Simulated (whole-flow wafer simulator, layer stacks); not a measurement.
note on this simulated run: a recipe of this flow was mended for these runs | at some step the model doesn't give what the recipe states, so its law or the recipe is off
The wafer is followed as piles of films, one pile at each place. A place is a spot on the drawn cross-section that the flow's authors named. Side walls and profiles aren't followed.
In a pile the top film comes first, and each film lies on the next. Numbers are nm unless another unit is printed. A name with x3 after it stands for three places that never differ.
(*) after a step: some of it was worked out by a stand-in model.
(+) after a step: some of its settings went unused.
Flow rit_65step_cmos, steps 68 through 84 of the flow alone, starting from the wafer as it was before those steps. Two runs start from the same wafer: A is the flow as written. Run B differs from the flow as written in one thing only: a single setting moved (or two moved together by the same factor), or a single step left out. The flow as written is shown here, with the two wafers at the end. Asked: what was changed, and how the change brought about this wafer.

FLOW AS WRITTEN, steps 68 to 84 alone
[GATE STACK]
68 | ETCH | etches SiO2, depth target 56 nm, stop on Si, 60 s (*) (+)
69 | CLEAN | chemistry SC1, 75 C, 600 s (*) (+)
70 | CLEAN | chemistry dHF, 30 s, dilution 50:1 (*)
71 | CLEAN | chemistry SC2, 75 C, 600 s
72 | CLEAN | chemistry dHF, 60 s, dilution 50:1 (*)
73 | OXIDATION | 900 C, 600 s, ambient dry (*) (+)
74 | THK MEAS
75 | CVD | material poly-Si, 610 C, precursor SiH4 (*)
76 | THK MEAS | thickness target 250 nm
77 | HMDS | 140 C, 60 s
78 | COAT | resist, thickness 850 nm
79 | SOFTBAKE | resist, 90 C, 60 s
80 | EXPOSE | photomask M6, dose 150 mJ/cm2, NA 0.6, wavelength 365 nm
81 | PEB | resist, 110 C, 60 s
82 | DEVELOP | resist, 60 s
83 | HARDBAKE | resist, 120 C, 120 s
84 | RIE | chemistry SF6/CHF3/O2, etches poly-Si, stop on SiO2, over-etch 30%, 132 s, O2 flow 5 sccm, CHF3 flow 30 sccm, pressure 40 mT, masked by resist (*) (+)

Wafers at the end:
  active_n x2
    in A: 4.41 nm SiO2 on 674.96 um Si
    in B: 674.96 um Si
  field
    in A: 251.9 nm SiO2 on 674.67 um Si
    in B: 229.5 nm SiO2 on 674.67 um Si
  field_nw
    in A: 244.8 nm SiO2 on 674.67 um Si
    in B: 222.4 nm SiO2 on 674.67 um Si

What caused this: step 75, CVD: 575 C was run, while the flow as written has 610 C.

The path from the change to this, step by step:
  75 | CVD | material poly-Si, 610 C, precursor SiH4 (*)
      field, field_pw, field_nw and 11 more: A +250 poly-Si (new film) | B +120 poly-Si (new film)
  84 | RIE | chemistry SF6/CHF3/O2, etches poly-Si, stop on SiO2, over-etch 30%, 132 s, O2 flow 5 sccm, CHF3 flow 30 sccm, pressure 40 mT, masked by resist (*) (+)
      active_n x2, spacer, spacer_p, sd_n, sd_p, contact, m1: A -250 poly-Si (all of it), -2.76 SiO2 | B -120 poly-Si (all of it), -7.17 SiO2 (all of it)
      field, field_pw, field_nw, field_p: A -250 poly-Si (all of it), -2.76 SiO2 | B -120 poly-Si (all of it), -25.2 SiO2
